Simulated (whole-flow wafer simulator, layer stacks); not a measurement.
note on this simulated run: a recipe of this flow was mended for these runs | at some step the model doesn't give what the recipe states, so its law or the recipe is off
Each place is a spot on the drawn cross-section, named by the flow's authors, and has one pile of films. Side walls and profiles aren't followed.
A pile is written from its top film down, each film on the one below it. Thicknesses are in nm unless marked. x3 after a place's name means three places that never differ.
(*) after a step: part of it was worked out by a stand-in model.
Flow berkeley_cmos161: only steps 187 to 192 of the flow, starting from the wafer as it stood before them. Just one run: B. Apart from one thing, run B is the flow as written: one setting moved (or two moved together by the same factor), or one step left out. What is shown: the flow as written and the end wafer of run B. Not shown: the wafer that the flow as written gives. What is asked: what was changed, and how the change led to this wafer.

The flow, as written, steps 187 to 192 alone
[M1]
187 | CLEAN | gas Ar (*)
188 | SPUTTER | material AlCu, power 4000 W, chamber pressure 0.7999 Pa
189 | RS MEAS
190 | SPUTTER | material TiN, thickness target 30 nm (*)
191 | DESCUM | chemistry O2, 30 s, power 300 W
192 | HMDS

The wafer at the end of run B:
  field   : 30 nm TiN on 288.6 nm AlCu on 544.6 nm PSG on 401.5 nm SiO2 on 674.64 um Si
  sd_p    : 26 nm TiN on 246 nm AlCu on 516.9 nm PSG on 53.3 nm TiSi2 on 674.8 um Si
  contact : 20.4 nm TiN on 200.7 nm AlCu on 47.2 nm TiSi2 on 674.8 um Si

The reason: step 188, SPUTTER: chamber pressure 0.7039 Pa was run, though the flow has chamber pressure 0.7999 Pa.

The path from the change to this, step by step:
  188 | SPUTTER | material AlCu, power 4000 W, chamber pressure 0.7999 Pa
      field, sd_n, spacer_n, gate_n, spacer_p, gate_p, m1: AlCu gains 288.6 (new film) (as written it would have been: AlCu gains 275.8 (new film))
      sd_p: AlCu gains 246 (new film) (as written it would have been: AlCu gains 235.4 (new film))
      (as well as at 1 more place)
